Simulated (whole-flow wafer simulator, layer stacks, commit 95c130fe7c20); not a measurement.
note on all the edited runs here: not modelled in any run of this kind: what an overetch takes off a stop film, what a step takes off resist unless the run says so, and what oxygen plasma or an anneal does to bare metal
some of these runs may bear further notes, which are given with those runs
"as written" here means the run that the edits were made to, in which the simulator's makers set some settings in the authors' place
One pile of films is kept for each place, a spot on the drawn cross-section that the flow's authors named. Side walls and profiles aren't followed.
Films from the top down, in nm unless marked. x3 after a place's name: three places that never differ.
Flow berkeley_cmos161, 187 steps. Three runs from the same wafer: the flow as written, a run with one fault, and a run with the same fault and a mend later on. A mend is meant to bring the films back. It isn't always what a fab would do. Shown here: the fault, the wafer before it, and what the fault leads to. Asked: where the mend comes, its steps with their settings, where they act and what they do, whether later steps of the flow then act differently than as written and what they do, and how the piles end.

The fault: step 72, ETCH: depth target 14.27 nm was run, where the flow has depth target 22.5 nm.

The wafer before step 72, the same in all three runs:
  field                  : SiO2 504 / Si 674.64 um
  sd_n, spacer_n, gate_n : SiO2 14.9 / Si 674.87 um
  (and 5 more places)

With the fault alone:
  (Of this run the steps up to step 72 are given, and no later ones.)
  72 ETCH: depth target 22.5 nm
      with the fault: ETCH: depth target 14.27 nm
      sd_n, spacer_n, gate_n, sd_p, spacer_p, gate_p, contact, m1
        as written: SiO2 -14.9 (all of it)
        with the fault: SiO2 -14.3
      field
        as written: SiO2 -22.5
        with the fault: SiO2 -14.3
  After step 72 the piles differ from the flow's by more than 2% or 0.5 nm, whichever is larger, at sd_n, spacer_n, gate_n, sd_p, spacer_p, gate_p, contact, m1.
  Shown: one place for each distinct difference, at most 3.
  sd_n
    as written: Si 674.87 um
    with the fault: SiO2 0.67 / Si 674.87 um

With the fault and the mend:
  The mend comes after step 72.
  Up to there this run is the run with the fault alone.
  72a ETCH: depth target 8.235 nm (the flow's step 72 once more, with other settings)
      sd_n, spacer_n, gate_n, sd_p, spacer_p, gate_p, contact, m1
        SiO2 -0.67 (all of it)
      field
        SiO2 -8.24
  No later step of the flow acts differently than as written, at any place that is followed, by more than 2% or 0.5 nm, whichever is larger.
  At the end the piles are the same as the flow's at every place that both follow.
